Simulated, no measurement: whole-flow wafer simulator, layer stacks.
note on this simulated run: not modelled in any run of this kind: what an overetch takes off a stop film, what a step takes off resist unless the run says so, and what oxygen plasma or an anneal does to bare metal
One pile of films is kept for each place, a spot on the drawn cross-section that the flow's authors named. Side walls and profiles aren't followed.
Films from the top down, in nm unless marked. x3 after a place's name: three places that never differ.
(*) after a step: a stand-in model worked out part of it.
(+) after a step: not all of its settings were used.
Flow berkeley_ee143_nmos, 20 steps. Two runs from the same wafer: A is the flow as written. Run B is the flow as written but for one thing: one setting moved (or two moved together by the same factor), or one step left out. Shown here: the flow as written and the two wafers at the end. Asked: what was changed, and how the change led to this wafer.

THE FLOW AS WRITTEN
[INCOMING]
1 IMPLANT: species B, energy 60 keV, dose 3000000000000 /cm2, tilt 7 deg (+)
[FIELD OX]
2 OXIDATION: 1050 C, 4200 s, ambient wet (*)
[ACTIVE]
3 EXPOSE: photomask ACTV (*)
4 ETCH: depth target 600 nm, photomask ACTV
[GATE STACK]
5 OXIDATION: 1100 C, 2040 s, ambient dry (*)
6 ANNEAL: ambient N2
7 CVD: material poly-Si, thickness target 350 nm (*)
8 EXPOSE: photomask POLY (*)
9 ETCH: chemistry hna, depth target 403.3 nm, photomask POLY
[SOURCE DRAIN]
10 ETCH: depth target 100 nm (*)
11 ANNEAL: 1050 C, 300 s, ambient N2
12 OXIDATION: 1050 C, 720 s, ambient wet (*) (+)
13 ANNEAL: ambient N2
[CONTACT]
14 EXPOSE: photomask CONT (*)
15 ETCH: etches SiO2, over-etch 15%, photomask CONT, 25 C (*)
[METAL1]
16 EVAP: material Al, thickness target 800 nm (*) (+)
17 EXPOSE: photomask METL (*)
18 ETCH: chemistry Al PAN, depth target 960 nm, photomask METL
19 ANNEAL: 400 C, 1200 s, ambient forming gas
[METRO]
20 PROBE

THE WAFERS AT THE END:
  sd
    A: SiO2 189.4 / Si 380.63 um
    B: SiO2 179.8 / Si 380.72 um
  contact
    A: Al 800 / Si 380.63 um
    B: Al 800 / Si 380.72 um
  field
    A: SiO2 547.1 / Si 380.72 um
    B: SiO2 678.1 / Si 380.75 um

The cause: step 9, ETCH: depth target 305.9 nm was run, where the flow has depth target 403.3 nm.

How the change led to this, step by step:
  9 ETCH: chemistry hna, depth target 403.3 nm, photomask POLY
      sd, contact, field: A poly-Si -350 (all of it) | B poly-Si -305.9
  10 ETCH: depth target 100 nm (*)
      sd, contact: A SiO2 -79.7 (all of it) | B nothing
      field: A SiO2 -100 | B nothing
  12 OXIDATION: 1050 C, 720 s, ambient wet (*) (+)
      sd, contact: A SiO2 +189.4 (new film), Si -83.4 | B poly-Si -44.1 (all of it), SiO2 +100.1
      field: A SiO2 +69.1, Si -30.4 | B poly-Si -44.1 (all of it), SiO2 +100.1
  15 ETCH: etches SiO2, over-etch 15%, photomask CONT, 25 C (*)
      contact: A SiO2 -189.4 (all of it) | B SiO2 -179.8 (all of it)
